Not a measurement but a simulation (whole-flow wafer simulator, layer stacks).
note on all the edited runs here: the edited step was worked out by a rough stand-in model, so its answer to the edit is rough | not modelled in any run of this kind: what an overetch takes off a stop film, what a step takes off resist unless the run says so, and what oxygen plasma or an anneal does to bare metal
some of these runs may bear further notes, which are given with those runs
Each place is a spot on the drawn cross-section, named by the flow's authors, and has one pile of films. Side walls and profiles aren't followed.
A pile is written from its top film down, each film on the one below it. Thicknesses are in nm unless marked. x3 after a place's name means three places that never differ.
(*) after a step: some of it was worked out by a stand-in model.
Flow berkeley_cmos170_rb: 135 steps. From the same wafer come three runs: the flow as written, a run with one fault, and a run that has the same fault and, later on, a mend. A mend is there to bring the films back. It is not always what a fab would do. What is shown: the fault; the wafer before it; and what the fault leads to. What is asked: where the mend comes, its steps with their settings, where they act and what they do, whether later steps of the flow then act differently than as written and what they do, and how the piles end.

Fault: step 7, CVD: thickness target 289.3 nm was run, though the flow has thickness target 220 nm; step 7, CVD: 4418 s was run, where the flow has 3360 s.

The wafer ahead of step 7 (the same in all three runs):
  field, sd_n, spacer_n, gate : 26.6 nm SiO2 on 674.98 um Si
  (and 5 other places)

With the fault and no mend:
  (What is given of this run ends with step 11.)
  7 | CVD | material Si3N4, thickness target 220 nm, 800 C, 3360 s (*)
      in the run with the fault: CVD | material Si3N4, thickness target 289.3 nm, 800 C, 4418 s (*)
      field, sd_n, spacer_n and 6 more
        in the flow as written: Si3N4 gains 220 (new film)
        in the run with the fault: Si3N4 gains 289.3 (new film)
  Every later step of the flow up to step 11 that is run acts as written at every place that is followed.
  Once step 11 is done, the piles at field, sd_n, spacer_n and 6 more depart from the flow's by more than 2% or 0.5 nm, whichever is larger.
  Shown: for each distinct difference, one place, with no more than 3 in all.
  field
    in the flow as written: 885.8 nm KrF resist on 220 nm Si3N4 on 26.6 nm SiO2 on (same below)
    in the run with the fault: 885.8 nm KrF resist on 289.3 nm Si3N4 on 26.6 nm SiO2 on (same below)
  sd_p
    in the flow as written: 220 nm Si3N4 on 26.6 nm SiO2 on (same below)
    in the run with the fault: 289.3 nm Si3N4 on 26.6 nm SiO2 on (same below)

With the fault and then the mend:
  The mend follows step 7.
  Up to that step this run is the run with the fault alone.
  7a | ETCH | chemistry h3po4, depth target 332.1 nm
      field, sd_n, spacer_n and 6 more
        Si3N4 loses 289.3 (all of it)
  7b | CLEAN (*) (a further turn of the flow's step 1)
      does not change any film at any place that is followed
  7c | CVD | material Si3N4, thickness target 220 nm, 800 C, 3360 s (*) (a further turn of the flow's step 7)
      field, sd_n, spacer_n and 6 more
        Si3N4 gains 220 (new film)
  Every later step of the flow that is run acts as written at every place that is followed.
  The piles end the same as the flow's at every place that both follow.
